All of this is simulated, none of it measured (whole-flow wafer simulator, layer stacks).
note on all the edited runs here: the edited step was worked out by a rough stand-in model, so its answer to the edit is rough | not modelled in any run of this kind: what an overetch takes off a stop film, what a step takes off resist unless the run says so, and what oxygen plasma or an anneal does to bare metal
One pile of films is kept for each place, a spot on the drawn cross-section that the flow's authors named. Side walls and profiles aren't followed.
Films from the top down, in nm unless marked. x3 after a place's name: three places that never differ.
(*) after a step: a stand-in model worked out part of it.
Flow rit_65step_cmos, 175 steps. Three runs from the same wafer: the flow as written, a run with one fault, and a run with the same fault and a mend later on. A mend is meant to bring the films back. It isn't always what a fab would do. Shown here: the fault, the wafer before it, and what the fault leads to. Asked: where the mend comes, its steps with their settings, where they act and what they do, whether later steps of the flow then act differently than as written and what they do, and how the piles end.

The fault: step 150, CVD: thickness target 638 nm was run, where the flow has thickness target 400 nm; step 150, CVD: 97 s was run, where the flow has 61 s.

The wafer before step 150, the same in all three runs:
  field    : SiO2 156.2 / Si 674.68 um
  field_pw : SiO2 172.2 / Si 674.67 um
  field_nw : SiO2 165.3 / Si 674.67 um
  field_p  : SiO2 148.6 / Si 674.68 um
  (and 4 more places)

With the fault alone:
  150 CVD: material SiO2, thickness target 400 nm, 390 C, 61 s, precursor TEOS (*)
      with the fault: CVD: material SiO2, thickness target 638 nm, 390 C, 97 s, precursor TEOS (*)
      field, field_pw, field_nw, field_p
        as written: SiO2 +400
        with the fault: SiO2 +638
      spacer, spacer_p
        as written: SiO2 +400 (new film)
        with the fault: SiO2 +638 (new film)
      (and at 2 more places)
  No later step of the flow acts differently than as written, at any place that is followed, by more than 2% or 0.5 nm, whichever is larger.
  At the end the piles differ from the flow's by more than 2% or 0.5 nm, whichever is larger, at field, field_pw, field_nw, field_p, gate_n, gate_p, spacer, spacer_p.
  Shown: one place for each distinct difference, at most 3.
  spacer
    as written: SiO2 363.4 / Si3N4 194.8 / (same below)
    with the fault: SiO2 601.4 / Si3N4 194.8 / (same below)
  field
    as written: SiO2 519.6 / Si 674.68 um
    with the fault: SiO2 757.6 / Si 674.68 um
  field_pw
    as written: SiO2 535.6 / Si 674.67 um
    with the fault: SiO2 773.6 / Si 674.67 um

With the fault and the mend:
  The mend comes after step 151.
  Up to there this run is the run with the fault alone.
  151a ETCH: chemistry boe, depth target 240.7 nm
      field, field_pw, field_nw, field_p, gate_n, gate_p, spacer, spacer_p
        SiO2 -240.7
  No later step of the flow acts differently than as written, at any place that is followed, by more than 2% or 0.5 nm, whichever is larger.
  At the end the piles differ from the flow's only slightly at the places that both follow, by at most 2% or 0.5 nm, whichever is larger.
